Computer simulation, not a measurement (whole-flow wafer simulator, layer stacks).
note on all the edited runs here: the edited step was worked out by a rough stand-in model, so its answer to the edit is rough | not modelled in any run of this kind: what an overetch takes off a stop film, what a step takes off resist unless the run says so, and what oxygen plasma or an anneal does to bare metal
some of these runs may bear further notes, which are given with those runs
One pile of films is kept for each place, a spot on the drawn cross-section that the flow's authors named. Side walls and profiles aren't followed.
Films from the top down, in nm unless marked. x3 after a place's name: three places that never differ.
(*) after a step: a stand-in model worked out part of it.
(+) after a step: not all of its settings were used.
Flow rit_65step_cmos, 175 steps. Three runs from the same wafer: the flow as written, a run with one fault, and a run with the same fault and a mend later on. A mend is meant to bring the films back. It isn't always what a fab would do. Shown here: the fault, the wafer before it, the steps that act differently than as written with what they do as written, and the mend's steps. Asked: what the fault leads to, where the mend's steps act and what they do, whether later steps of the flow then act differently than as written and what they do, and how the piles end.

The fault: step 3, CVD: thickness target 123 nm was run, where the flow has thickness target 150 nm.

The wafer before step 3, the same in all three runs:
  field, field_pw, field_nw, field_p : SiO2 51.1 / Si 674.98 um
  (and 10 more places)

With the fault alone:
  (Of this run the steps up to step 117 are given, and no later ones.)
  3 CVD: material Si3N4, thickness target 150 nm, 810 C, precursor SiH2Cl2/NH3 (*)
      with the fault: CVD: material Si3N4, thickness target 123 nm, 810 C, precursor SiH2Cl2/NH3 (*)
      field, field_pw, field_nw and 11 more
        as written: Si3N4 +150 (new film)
        with the fault: Si3N4 +123 (new film)
  Later steps of the flow that act differently than as written (35 more steps differ only slightly, by at most 2% or 0.5 nm, whichever is larger, and aren't shown):
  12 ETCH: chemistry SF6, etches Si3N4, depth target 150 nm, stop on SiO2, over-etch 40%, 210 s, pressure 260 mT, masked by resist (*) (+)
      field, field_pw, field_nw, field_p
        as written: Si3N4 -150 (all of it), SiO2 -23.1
        with the fault: Si3N4 -123 (all of it), SiO2 -33.5
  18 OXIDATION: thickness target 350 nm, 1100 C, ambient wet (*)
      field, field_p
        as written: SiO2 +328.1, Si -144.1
        with the fault: SiO2 +336.3, Si -147.7
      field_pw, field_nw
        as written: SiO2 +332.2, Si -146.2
        with the fault: SiO2 +340, Si -149.6
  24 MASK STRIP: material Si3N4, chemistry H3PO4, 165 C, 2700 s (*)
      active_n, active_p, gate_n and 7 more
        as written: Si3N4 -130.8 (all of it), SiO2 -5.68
        with the fault: Si3N4 -103.8 (all of it), SiO2 -6.71
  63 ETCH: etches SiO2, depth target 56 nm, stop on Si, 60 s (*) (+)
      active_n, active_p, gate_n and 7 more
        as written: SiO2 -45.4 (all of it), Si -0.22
        with the fault: SiO2 -44.4 (all of it), Si -0.24
  After step 117 the piles differ from the flow's only slightly at the places that both follow, by at most 2% or 0.5 nm, whichever is larger.

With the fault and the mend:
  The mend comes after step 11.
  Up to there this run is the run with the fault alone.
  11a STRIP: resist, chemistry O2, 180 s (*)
      active_n, active_p, gate_n and 7 more
        resist -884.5 (all of it)
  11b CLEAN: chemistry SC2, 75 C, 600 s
      changes no film at any place that is followed
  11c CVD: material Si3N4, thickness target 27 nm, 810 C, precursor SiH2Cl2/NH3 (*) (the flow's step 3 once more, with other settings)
      field, field_pw, field_nw and 11 more
        Si3N4 +27
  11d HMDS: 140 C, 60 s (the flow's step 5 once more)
      changes no film at any place that is followed
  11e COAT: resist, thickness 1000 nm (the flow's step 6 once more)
      field, field_pw, field_nw and 11 more
        resist +1000 (new film)
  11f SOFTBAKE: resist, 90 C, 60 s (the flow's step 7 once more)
      changes no film at any place that is followed
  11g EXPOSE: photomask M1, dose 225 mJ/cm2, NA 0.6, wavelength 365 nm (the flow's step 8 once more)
      changes no film at any place that is followed
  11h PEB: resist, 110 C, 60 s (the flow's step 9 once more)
      field, field_pw, field_nw and 11 more
        resist -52
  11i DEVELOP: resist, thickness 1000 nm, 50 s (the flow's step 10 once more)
      field, field_pw, field_nw, field_p
        resist -948 (all of it)
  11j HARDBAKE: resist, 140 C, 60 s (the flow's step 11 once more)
      active_n, active_p, gate_n and 7 more
        resist -63.5
  No later step of the flow acts differently than as written at any place that is followed.
  At the end the piles are the same as the flow's at every place that both follow.
